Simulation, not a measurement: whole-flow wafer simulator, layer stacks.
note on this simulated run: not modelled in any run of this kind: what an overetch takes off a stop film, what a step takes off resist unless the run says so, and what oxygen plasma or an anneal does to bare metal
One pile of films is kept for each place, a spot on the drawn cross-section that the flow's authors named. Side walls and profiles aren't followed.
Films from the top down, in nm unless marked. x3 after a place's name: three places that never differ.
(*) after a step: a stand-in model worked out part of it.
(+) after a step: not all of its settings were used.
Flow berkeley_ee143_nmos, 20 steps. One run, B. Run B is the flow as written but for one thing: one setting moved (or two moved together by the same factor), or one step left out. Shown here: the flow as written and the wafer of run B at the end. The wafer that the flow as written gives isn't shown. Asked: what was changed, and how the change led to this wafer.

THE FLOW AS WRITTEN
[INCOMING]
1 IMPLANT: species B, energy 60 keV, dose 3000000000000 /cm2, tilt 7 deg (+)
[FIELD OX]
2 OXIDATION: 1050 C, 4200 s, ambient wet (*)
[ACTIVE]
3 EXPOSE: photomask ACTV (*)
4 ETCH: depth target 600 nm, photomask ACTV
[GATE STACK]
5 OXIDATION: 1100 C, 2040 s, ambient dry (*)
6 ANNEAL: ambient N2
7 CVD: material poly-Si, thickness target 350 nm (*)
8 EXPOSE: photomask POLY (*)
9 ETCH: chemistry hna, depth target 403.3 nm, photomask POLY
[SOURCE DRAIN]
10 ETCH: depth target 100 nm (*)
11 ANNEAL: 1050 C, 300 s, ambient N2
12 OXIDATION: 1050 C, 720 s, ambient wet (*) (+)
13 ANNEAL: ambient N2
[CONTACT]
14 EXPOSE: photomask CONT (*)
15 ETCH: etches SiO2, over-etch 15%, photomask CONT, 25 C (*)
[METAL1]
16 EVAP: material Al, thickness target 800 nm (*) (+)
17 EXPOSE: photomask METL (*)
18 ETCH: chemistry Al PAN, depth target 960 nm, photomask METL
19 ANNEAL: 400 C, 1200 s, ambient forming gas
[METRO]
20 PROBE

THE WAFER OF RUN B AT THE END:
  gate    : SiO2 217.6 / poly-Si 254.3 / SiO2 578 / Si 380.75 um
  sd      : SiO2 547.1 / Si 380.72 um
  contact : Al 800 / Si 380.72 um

The cause: step 4, ETCH: depth target 600 nm, photomask ACTV, was left out.

How the change led to this, step by step:
  5 OXIDATION: 1100 C, 2040 s, ambient dry (*)
      gate, sd, contact: SiO2 +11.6, Si -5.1 (as written it would be: SiO2 +79.7 (new film), Si -35.1)
  10 ETCH: depth target 100 nm (*)
      sd, contact: SiO2 -100 (as written it would be: SiO2 -79.7 (all of it))
  12 OXIDATION: 1050 C, 720 s, ambient wet (*) (+)
      sd, contact: SiO2 +69.1, Si -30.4 (as written it would be: SiO2 +189.4 (new film), Si -83.4)
  15 ETCH: etches SiO2, over-etch 15%, photomask CONT, 25 C (*)
      contact: SiO2 -547.1 (all of it) (as written it would be: SiO2 -189.4 (all of it))
